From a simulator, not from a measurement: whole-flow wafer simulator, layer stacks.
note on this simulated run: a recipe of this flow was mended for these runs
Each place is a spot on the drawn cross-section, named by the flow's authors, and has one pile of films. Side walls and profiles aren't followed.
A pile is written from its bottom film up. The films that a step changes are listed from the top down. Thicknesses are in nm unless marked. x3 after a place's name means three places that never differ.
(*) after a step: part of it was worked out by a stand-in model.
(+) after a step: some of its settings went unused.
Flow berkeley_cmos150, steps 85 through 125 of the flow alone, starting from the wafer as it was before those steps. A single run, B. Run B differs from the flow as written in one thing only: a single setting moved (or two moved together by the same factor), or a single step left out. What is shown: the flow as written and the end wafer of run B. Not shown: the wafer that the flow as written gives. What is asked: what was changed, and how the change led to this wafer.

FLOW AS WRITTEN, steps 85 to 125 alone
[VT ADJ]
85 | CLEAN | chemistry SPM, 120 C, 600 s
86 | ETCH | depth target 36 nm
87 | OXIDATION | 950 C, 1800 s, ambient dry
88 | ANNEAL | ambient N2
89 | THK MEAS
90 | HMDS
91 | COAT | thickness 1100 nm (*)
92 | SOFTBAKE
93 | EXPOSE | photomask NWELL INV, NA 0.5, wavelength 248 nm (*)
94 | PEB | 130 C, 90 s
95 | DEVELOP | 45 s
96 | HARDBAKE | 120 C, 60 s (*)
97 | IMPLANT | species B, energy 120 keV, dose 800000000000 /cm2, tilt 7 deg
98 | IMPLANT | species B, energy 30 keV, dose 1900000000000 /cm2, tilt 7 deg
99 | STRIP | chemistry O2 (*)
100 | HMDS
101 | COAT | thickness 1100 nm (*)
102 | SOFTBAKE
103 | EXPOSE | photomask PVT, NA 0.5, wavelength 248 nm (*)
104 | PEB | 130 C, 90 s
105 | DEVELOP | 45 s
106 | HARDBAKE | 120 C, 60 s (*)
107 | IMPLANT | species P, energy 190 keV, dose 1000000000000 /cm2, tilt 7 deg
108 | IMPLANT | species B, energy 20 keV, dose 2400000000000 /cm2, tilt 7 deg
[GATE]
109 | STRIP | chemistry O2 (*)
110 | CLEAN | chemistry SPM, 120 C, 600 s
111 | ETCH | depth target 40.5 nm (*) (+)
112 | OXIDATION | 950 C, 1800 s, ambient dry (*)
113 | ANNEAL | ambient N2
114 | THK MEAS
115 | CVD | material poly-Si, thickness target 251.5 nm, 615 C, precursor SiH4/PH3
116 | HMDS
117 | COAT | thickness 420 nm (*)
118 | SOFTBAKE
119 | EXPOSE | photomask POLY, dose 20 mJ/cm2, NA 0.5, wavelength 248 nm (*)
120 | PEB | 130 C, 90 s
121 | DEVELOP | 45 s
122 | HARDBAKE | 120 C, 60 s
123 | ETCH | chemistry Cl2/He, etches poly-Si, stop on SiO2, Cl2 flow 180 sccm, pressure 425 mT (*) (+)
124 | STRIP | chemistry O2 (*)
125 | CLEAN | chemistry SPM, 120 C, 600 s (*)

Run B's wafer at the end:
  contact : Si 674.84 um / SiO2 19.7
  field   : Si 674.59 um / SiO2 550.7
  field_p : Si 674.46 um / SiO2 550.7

Cause: step 111, ETCH: depth target 14.17 nm was run, though the flow has depth target 40.5 nm.

How this came from the change, step by step:
  111 | ETCH | depth target 40.5 nm (*) (+)
      gate_n, sd_p, gate_p, contact, m1: -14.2 SiO2 (in the flow as written it would be: -20.4 SiO2 (all of it))
      sd_n: -14.2 SiO2 (in the flow as written it would be: -40.4 SiO2 (all of it))
      (and at 2 other places as well)
  112 | OXIDATION | 950 C, 1800 s, ambient dry (*)
      gate_n, sd_p, gate_p, contact, m1: +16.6 SiO2, -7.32 Si (in the flow as written it would be: +20.4 SiO2 (new film), -8.98 Si)
      sd_n: +11.5 SiO2, -5.06 Si (in the flow as written it would be: +20.4 SiO2 (new film), -8.98 Si)
  117 | COAT | thickness 420 nm (*)
      gate_n: +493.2 KrF-resist (new film) (in the flow as written it would be: +482.6 KrF-resist (new film))
  122 | HARDBAKE | 120 C, 60 s
      gate_n: -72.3 KrF-resist (in the flow as written it would be: -70.7 KrF-resist)
  124 | STRIP | chemistry O2 (*)
      gate_n: +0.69 chemical SiO2 (new film), -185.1 KrF-resist (all of it), -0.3 poly-Si (in the flow as written it would be: +0.69 chemical SiO2 (new film), -176.1 KrF-resist (all of it), -0.3 poly-Si)
      gate_p: +0.69 chemical SiO2 (new film), -218 KrF-resist (all of it), -0.3 poly-Si (in the flow as written it would be: +0.69 chemical SiO2 (new film), -213.2 KrF-resist (all of it), -0.3 poly-Si)
